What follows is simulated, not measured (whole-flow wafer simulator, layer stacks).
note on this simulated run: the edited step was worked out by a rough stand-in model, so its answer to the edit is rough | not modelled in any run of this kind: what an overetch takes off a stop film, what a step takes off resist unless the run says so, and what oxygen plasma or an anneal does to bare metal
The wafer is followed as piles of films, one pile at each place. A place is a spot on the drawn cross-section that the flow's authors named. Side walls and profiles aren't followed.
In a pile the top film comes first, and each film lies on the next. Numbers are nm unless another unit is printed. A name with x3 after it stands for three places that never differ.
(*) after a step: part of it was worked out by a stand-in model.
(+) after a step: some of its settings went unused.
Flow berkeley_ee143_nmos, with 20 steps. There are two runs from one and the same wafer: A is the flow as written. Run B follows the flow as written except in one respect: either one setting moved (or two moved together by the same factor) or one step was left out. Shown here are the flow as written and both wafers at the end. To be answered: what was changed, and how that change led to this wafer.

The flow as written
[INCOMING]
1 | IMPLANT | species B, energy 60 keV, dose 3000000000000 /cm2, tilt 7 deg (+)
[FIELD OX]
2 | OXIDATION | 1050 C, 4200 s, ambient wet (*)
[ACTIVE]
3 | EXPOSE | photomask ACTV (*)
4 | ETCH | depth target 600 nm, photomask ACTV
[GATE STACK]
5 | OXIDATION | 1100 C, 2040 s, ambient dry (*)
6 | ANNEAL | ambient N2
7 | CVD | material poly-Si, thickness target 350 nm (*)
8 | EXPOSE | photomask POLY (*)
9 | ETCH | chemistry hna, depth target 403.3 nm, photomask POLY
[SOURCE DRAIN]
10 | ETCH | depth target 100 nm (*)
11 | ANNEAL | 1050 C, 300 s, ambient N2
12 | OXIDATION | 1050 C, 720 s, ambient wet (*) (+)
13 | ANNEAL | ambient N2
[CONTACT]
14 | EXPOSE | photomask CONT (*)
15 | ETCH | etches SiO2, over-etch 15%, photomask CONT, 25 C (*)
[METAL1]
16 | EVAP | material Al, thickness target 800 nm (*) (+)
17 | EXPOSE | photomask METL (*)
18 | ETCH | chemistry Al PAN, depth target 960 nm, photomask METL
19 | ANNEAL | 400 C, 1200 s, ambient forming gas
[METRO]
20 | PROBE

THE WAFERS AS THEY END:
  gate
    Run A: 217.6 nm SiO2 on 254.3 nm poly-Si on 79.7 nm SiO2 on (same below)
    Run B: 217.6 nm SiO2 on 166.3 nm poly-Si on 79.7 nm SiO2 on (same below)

What caused this: step 7, CVD: thickness target 262 nm was run, while the flow as written has thickness target 350 nm.

The path from the change to this, step by step:
  7 | CVD | material poly-Si, thickness target 350 nm (*)
      gate, sd, contact, field: A +350 poly-Si (new film) | B +262 poly-Si (new film)
  9 | ETCH | chemistry hna, depth target 403.3 nm, photomask POLY
      sd, contact, field: A -350 poly-Si (all of it) | B -262 poly-Si (all of it)
